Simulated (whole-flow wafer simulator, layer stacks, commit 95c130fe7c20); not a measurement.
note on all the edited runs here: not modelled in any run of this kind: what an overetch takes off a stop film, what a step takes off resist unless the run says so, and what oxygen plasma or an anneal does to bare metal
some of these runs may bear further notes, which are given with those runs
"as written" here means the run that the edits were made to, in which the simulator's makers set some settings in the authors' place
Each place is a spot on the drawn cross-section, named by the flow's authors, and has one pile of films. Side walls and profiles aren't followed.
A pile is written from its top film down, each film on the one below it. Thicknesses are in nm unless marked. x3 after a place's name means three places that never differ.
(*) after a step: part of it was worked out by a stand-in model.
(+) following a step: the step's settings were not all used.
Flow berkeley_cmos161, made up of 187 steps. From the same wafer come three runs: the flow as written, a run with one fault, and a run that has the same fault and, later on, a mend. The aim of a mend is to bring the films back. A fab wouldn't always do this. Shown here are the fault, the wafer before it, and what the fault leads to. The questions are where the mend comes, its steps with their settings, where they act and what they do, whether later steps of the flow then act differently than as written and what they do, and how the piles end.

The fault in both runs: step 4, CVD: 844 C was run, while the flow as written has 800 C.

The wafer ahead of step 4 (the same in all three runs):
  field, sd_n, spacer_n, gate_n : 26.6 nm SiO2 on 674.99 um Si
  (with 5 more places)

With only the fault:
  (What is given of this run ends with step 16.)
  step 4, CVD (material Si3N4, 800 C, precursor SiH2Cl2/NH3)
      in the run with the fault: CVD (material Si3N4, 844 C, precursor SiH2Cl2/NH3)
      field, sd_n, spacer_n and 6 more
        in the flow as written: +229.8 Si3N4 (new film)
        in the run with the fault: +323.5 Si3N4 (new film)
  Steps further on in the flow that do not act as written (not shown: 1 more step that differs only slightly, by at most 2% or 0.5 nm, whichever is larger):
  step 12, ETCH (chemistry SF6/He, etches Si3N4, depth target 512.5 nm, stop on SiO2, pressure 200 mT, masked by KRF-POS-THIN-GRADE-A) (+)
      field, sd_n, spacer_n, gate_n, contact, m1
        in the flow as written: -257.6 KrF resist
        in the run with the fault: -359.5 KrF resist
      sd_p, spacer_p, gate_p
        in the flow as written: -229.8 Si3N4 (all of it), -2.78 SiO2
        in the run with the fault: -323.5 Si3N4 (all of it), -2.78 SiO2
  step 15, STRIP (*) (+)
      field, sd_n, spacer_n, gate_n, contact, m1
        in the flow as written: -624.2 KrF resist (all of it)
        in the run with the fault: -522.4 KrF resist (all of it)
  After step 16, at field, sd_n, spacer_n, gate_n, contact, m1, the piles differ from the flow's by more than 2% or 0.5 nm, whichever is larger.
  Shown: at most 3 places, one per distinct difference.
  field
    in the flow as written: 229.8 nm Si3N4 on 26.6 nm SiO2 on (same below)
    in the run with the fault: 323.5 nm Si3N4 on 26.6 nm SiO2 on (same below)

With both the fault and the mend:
  The mend stands after step 4.
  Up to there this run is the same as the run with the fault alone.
  step 4a, ETCH (chemistry h3po4, depth target 372.1 nm)
      field, sd_n, spacer_n and 6 more
        -323.5 Si3N4 (all of it)
  step 4b, CLEAN (chemistry SC1/SC2) (a further turn of the flow's step 1)
      leaves every film unchanged at each place that is followed
  step 4c, CVD (material Si3N4, 800 C, precursor SiH2Cl2/NH3) (a further turn of the flow's step 4)
      field, sd_n, spacer_n and 6 more
        +229.8 Si3N4 (new film)
  Later steps of the flow that are run all act as written at every place that is followed.
  The piles end the same as the flow's at every place that both follow.
